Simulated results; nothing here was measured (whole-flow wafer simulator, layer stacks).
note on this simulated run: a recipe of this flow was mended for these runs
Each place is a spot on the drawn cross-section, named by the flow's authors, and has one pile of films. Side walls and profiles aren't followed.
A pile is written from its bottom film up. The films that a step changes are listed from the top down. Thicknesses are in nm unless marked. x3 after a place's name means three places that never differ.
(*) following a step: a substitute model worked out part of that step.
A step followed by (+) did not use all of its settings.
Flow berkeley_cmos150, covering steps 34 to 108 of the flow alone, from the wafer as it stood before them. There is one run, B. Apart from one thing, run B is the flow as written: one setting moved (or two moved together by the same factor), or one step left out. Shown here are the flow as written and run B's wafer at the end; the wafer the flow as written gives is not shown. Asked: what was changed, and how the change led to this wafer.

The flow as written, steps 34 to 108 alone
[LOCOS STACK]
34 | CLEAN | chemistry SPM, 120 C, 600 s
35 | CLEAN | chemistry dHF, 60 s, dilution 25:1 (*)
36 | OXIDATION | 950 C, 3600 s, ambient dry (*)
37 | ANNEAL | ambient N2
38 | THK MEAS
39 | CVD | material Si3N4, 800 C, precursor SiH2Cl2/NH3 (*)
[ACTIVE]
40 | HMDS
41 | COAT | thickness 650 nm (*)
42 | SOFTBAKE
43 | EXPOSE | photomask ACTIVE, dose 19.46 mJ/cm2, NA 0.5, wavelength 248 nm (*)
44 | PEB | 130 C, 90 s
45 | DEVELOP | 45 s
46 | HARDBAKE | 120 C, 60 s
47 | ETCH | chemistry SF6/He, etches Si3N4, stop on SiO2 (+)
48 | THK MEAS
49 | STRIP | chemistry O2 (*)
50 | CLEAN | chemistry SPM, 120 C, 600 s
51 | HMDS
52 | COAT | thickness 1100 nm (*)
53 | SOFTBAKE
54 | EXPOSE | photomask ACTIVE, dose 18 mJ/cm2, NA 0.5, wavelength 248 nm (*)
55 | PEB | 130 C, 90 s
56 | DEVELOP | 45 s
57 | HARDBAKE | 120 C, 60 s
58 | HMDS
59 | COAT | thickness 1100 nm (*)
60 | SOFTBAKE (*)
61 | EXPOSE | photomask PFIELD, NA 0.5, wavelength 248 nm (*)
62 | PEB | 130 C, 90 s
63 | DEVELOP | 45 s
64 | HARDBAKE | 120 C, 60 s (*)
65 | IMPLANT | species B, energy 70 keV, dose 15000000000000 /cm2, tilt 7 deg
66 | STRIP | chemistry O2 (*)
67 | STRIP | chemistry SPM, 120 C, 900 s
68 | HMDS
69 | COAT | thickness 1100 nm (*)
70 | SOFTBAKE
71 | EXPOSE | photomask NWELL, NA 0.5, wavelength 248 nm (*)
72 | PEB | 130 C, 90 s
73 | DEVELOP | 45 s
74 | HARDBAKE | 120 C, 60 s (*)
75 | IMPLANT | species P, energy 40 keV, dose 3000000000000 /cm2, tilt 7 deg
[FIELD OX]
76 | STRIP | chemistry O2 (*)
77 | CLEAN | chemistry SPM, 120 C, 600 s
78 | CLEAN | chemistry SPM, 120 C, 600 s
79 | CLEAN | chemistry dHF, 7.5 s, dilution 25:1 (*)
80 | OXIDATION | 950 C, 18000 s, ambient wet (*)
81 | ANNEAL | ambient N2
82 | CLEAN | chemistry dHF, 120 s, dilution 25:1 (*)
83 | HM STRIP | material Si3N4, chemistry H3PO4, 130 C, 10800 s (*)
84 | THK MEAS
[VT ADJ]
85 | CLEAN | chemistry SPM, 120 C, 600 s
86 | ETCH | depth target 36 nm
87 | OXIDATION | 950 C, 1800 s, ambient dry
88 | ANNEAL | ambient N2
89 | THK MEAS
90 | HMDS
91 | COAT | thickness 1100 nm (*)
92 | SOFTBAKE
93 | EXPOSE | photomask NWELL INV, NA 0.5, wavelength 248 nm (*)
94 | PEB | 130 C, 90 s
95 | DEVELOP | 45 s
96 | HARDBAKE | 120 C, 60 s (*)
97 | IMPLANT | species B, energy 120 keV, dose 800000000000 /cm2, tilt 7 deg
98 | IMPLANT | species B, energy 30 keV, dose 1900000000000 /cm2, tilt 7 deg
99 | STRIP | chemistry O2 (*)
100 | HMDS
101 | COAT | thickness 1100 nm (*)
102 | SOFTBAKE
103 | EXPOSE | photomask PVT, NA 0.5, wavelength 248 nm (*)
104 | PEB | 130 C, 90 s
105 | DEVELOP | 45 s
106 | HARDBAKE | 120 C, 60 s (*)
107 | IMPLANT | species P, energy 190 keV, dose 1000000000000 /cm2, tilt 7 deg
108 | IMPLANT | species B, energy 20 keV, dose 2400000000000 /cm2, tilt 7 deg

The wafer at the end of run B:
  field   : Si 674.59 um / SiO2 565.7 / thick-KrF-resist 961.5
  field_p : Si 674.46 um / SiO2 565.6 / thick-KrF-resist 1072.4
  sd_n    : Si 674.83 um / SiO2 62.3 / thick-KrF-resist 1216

What caused this: step 39, CVD: 760 C was run, though the flow has 800 C.

How this came from the change, step by step:
  39 | CVD | material Si3N4, 800 C, precursor SiH2Cl2/NH3 (*)
      field, field_p, sd_n, gate_n, sd_p, gate_p, contact, m1: +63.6 Si3N4 (new film) (it would be, as written: +106 Si3N4 (new film))
  47 | ETCH | chemistry SF6/He, etches Si3N4, stop on SiO2 (+)
      sd_n, gate_n, sd_p, gate_p, contact, m1: -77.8 KrF-resist (it would be, as written: -124 KrF-resist)
      field, field_p: -63.6 Si3N4 (all of it), -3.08 SiO2 (it would be, as written: -106 Si3N4 (all of it), -3.08 SiO2)
  49 | STRIP | chemistry O2 (*)
      sd_n: -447 KrF-resist (all of it) (it would be, as written: -400.9 KrF-resist (all of it))
      gate_n: -455.4 KrF-resist (all of it) (it would be, as written: -409.3 KrF-resist (all of it))
      (also at 4 further places)
  52 | COAT | thickness 1100 nm (*)
      sd_n: +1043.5 thick-KrF-resist (new film) (it would be, as written: +1019.1 thick-KrF-resist (new film))
      m1: +1053.5 thick-KrF-resist (new film) (it would be, as written: +1029.1 thick-KrF-resist (new film))
  57 | HARDBAKE | 120 C, 60 s
      sd_n: -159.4 thick-KrF-resist (it would be, as written: -155.7 thick-KrF-resist)
      m1: -160.9 thick-KrF-resist (it would be, as written: -157.2 thick-KrF-resist)
  66 | STRIP | chemistry O2 (*)
      sd_n: -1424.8 thick-KrF-resist (all of it) (it would be, as written: -1395.2 thick-KrF-resist (all of it))
  69 | COAT | thickness 1100 nm (*)
      sd_n: +1043.5 thick-KrF-resist (new film) (it would be, as written: +1019.1 thick-KrF-resist (new film))
      m1: +1053.5 thick-KrF-resist (new film) (it would be, as written: +1029.1 thick-KrF-resist (new film))
  76 | STRIP | chemistry O2 (*)
      sd_n: -1027.7 thick-KrF-resist (all of it) (it would be, as written: -1003.4 thick-KrF-resist (all of it))
      m1: -1037.6 thick-KrF-resist (all of it) (it would be, as written: -1013.3 thick-KrF-resist (all of it))
  80 | OXIDATION | 950 C, 18000 s, ambient wet (*)
      sd_n: +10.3 SiO2 (new film), -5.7 Si3N4, +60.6 SiO2, -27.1 Si (it would be, as written: +10.3 SiO2 (new film), -5.7 Si3N4, +34.7 SiO2, -15.4 Si)
  83 | HM STRIP | material Si3N4, chemistry H3PO4, 130 C, 10800 s (*)
      sd_n, gate_n, contact, m1: -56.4 Si3N4 (all of it), -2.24 SiO2 (it would be, as written: -98.9 Si3N4 (all of it), -1.88 SiO2)
      sd_p, gate_p: -56.2 Si3N4 (all of it), -2.24 SiO2 (it would be, as written: -98.7 Si3N4 (all of it), -1.88 SiO2)
  87 | OXIDATION | 950 C, 1800 s, ambient dry
      sd_n: +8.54 SiO2, -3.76 Si (it would be, as written: +12.1 SiO2, -5.32 Si)
